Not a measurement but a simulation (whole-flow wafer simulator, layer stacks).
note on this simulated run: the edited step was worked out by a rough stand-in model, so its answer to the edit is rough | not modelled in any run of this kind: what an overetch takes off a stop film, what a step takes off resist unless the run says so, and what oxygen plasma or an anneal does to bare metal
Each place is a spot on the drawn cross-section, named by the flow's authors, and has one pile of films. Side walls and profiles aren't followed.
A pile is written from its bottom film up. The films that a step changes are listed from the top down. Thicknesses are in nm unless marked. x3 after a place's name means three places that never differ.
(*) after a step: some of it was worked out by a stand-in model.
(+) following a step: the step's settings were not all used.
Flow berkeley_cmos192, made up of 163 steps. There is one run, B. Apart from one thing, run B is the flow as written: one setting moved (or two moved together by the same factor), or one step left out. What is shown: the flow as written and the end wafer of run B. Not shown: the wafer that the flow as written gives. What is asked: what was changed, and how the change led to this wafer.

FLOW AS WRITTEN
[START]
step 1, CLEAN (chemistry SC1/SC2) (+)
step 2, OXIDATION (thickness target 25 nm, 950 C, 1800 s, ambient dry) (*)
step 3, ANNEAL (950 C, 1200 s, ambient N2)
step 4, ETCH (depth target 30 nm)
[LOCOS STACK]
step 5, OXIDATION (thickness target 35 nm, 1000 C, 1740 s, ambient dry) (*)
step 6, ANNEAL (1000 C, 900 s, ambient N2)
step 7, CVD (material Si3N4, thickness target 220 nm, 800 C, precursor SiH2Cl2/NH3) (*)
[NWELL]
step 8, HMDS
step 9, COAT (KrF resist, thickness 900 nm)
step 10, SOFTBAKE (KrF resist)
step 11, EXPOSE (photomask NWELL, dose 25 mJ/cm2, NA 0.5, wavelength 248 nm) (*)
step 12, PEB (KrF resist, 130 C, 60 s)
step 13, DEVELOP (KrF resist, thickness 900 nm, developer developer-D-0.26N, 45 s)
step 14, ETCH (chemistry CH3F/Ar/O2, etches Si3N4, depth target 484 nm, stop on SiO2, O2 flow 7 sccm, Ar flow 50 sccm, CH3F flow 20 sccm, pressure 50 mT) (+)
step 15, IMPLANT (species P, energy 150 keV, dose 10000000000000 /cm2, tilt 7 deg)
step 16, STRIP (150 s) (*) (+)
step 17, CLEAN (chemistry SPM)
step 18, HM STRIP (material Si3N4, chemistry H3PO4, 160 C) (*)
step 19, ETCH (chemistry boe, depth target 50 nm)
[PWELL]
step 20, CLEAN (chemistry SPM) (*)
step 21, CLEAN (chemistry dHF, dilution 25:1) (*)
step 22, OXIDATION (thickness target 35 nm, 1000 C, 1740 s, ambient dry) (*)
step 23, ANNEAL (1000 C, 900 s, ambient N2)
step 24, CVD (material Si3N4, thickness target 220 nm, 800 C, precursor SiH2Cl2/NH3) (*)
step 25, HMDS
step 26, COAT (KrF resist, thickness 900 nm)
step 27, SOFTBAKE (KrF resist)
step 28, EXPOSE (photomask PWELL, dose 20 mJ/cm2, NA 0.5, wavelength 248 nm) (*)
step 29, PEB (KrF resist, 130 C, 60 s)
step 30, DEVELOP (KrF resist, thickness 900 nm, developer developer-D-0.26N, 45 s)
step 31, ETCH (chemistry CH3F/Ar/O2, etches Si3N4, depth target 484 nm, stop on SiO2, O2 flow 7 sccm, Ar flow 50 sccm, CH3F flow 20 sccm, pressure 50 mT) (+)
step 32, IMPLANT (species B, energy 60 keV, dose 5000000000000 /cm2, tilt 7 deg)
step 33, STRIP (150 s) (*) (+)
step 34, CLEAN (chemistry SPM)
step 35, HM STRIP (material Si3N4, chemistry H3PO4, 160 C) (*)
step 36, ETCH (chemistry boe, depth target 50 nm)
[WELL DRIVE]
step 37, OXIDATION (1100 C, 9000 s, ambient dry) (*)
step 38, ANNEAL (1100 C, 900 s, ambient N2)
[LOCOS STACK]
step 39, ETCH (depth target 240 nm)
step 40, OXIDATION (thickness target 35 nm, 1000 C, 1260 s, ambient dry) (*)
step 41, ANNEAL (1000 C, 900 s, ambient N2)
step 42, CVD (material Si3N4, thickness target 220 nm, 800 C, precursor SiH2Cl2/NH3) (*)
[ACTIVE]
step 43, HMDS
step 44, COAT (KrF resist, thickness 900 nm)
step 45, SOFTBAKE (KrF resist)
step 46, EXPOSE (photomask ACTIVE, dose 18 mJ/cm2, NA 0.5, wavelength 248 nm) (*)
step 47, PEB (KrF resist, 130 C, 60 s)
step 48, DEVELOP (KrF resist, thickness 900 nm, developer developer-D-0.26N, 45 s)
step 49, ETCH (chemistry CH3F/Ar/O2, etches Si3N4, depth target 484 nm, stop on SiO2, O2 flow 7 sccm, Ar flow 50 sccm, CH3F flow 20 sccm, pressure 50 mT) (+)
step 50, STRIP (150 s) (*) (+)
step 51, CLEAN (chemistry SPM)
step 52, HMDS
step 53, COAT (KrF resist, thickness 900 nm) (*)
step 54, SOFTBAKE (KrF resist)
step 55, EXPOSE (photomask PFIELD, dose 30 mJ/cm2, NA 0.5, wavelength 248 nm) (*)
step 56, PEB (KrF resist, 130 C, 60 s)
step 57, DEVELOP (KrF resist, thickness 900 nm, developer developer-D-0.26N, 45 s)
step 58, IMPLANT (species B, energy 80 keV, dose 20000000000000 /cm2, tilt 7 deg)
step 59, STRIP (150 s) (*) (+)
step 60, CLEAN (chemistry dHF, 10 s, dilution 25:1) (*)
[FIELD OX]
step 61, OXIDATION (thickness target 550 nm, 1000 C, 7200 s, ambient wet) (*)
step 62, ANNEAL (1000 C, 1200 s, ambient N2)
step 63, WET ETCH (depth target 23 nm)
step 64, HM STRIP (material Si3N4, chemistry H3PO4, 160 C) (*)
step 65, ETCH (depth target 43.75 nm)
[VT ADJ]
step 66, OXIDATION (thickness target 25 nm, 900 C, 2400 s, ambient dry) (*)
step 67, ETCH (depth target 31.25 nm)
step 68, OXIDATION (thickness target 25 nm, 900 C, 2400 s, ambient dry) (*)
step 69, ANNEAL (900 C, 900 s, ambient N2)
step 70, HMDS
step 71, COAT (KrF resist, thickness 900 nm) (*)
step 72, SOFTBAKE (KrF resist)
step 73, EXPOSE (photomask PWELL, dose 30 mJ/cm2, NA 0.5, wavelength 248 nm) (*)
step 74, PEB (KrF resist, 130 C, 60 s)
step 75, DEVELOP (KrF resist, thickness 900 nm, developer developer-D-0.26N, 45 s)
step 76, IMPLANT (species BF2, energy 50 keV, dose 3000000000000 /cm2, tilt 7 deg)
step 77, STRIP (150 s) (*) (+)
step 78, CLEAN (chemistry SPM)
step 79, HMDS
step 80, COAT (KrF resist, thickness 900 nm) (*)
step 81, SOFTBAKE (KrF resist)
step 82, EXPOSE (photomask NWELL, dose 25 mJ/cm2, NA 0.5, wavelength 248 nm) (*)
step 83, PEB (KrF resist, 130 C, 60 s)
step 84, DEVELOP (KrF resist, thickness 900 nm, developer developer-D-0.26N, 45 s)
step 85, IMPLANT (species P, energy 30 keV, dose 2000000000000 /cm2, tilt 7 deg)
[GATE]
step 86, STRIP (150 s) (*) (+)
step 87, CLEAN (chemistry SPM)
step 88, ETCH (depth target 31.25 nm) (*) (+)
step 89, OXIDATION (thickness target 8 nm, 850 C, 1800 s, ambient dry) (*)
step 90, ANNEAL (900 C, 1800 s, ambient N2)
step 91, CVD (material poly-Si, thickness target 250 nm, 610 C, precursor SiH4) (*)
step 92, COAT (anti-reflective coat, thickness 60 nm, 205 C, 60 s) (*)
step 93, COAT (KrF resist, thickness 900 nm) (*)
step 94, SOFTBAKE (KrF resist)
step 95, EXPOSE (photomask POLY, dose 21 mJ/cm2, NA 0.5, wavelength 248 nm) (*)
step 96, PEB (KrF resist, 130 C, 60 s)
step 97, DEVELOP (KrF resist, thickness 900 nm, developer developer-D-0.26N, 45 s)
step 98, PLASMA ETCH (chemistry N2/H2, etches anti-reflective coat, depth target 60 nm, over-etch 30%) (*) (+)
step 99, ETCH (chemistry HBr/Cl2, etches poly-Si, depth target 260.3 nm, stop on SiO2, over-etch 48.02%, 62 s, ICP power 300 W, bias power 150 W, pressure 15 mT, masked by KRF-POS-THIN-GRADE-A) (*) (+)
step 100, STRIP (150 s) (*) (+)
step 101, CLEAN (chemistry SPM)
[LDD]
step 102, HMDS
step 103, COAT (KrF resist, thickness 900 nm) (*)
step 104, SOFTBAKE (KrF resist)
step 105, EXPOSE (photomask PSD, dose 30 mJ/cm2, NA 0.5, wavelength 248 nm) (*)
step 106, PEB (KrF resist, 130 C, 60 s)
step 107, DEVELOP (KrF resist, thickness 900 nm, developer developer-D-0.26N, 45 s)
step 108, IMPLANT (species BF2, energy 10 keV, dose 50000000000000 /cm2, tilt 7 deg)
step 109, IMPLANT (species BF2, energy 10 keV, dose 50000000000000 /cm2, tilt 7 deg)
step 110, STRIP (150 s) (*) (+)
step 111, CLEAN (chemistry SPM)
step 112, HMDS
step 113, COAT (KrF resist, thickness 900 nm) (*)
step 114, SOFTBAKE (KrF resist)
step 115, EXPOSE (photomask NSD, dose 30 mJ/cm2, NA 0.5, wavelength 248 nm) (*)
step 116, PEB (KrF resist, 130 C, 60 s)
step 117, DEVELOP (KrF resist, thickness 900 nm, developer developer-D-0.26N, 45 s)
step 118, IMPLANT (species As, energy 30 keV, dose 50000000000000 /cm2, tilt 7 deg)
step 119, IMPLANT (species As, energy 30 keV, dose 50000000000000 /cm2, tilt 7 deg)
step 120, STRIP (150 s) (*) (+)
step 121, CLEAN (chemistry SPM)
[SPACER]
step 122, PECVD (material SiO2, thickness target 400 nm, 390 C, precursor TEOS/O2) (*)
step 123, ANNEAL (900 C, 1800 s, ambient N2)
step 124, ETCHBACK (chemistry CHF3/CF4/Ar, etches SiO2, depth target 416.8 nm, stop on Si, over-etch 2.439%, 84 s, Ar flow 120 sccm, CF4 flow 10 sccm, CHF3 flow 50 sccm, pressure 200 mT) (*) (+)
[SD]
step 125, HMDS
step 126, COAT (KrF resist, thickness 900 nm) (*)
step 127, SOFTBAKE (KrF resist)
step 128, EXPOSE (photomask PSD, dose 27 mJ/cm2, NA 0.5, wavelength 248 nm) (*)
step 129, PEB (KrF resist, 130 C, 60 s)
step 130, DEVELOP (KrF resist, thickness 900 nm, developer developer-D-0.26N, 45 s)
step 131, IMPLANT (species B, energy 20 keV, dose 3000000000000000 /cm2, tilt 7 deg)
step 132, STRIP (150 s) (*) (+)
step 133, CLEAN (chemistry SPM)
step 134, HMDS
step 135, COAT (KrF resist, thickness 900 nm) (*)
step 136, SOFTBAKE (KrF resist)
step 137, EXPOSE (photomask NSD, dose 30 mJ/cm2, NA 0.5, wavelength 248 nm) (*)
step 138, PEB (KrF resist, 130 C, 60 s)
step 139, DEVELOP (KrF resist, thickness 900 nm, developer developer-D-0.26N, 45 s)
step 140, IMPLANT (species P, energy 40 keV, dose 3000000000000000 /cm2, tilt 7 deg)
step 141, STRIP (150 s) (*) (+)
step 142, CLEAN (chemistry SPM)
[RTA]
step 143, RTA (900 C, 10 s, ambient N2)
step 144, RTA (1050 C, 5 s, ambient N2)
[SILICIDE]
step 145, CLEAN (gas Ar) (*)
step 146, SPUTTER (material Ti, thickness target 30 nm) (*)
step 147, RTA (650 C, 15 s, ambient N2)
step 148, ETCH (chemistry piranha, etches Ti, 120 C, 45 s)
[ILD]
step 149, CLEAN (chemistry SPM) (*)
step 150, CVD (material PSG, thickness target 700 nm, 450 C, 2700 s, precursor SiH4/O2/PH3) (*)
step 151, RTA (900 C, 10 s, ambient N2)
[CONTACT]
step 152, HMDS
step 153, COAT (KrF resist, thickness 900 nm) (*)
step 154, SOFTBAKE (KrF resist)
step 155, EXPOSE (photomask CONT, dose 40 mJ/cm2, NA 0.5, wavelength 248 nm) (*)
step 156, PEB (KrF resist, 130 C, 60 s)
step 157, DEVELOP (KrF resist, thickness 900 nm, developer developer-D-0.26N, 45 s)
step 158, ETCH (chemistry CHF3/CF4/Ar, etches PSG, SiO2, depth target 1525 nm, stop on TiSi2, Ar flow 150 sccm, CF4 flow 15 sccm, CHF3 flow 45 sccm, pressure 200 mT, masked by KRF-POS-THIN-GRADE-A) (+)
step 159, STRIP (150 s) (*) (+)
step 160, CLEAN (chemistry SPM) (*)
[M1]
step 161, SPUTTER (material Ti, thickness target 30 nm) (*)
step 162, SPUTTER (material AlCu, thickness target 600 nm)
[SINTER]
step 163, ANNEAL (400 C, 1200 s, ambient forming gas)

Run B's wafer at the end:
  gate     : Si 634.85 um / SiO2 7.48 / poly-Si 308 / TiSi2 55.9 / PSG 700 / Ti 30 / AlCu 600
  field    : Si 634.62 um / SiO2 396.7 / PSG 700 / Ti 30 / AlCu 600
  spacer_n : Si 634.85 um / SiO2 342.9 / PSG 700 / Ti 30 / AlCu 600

The reason: step 91, CVD: thickness target 367 nm was run, while the flow as written has thickness target 250 nm.

The path from the change to this, step by step:
  step 91, CVD (material poly-Si, thickness target 250 nm, 610 C, precursor SiH4) (*)
      field, sd_n, spacer_n and 6 more: +367 poly-Si (new film) (in the flow as written it would be: +250 poly-Si (new film))
  step 92, COAT (anti-reflective coat, thickness 60 nm, 205 C, 60 s) (*)
      field: +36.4 anti-reflective coat (new film) (in the flow as written it would be: +35.3 anti-reflective coat (new film))
      sd_n: +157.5 anti-reflective coat (new film) (in the flow as written it would be: +152.4 anti-reflective coat (new film))
      (as well as at 1 more place)
  step 98, PLASMA ETCH (chemistry N2/H2, etches anti-reflective coat, depth target 60 nm, over-etch 30%) (*) (+)
      field: -36.4 anti-reflective coat (all of it), -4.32 poly-Si (in the flow as written it would be: -35.3 anti-reflective coat (all of it), -4.18 poly-Si)
      sd_n: -157.5 anti-reflective coat (all of it), -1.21 poly-Si (in the flow as written it would be: -152.4 anti-reflective coat (all of it), -1.17 poly-Si)
      (as well as at 1 more place)
  step 99, ETCH (chemistry HBr/Cl2, etches poly-Si, depth target 260.3 nm, stop on SiO2, over-etch 48.02%, 62 s, ICP power 300 W, bias power 150 W, pressure 15 mT, masked by KRF-POS-THIN-GRADE-A) (*) (+)
      spacer_n, spacer_p: -362.6 poly-Si (all of it), -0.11 SiO2 (in the flow as written it would be: -245.8 poly-Si (all of it), -1.74 SiO2)
      field: -362.7 poly-Si (all of it), -0.11 SiO2 (in the flow as written it would be: -245.8 poly-Si (all of it), -1.74 SiO2)
      (as well as at 4 more places)
  step 103, COAT (KrF resist, thickness 900 nm) (*)
      gate: +650 KrF resist (new film) (in the flow as written it would be: +748 KrF resist (new film))
      gate_p: +646.1 KrF resist (new film) (in the flow as written it would be: +744.1 KrF resist (new film))
  step 107, DEVELOP (KrF resist, thickness 900 nm, developer developer-D-0.26N, 45 s)
      gate_p: -645.2 KrF resist (all of it) (in the flow as written it would be: -742.9 KrF resist (all of it))
  step 110, STRIP (150 s) (*) (+)
      gate: -634.8 KrF resist (all of it), +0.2 chemical SiO2, -0.09 poly-Si (in the flow as written it would be: -732.7 KrF resist (all of it), +0.2 chemical SiO2, -0.09 poly-Si)
  step 113, COAT (KrF resist, thickness 900 nm) (*)
      gate: +649.9 KrF resist (new film) (in the flow as written it would be: +747.9 KrF resist (new film))
      gate_p: +646 KrF resist (new film) (in the flow as written it would be: +743.9 KrF resist (new film))
  step 117, DEVELOP (KrF resist, thickness 900 nm, developer developer-D-0.26N, 45 s)
      gate: -649 KrF resist (all of it) (in the flow as written it would be: -746.8 KrF resist (all of it))
  step 120, STRIP (150 s) (*) (+)
      gate_p: -630.8 KrF resist (all of it), +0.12 chemical SiO2, -0.05 poly-Si (in the flow as written it would be: -728.6 KrF resist (all of it), +0.12 chemical SiO2, -0.05 poly-Si)
  step 124, ETCHBACK (chemistry CHF3/CF4/Ar, etches SiO2, depth target 416.8 nm, stop on Si, over-etch 2.439%, 84 s, Ar flow 120 sccm, CF4 flow 10 sccm, CHF3 flow 50 sccm, pressure 200 mT) (*) (+)
      spacer_n: -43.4 SiO2 (in the flow as written it would be: -160 SiO2)
      spacer_p: -43.3 SiO2 (in the flow as written it would be: -159.9 SiO2)
  step 126, COAT (KrF resist, thickness 900 nm) (*)
      spacer_n: +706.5 KrF resist (new film) (in the flow as written it would be: +791.6 KrF resist (new film))
      gate: +688.5 KrF resist (new film) (in the flow as written it would be: +771.5 KrF resist (new film))
      (as well as at 2 more places)
  step 130, DEVELOP (KrF resist, thickness 900 nm, developer developer-D-0.26N, 45 s)
      spacer_p: -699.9 KrF resist (all of it) (in the flow as written it would be: -784.6 KrF resist (all of it))
      gate_p: -681.7 KrF resist (all of it) (in the flow as written it would be: -764.3 KrF resist (all of it))
  step 132, STRIP (150 s) (*) (+)
      spacer_n: -691.2 KrF resist (all of it) (in the flow as written it would be: -776.1 KrF resist (all of it))
      gate: +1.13 chemical SiO2 (new film), -673.2 KrF resist (all of it), -0.5 poly-Si (in the flow as written it would be: +1.13 chemical SiO2 (new film), -756.1 KrF resist (all of it), -0.5 poly-Si)
  step 135, COAT (KrF resist, thickness 900 nm) (*)
      spacer_n: +706.7 KrF resist (new film) (in the flow as written it would be: +791.1 KrF resist (new film))
      gate: +688.1 KrF resist (new film) (in the flow as written it would be: +770.3 KrF resist (new film))
      (as well as at 2 more places)
  step 139, DEVELOP (KrF resist, thickness 900 nm, developer developer-D-0.26N, 45 s)
      spacer_n: -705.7 KrF resist (all of it) (in the flow as written it would be: -789.9 KrF resist (all of it))
      gate: -687 KrF resist (all of it) (in the flow as written it would be: -769.1 KrF resist (all of it))
  ... 2 other steps ...
  step 159, STRIP (150 s) (*) (+)
      field: -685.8 KrF resist (all of it) (in the flow as written it would be: -671.6 KrF resist (all of it))
      spacer_n: -558.6 KrF resist (all of it) (in the flow as written it would be: -620.3 KrF resist (all of it))
      (as well as at 4 more places)
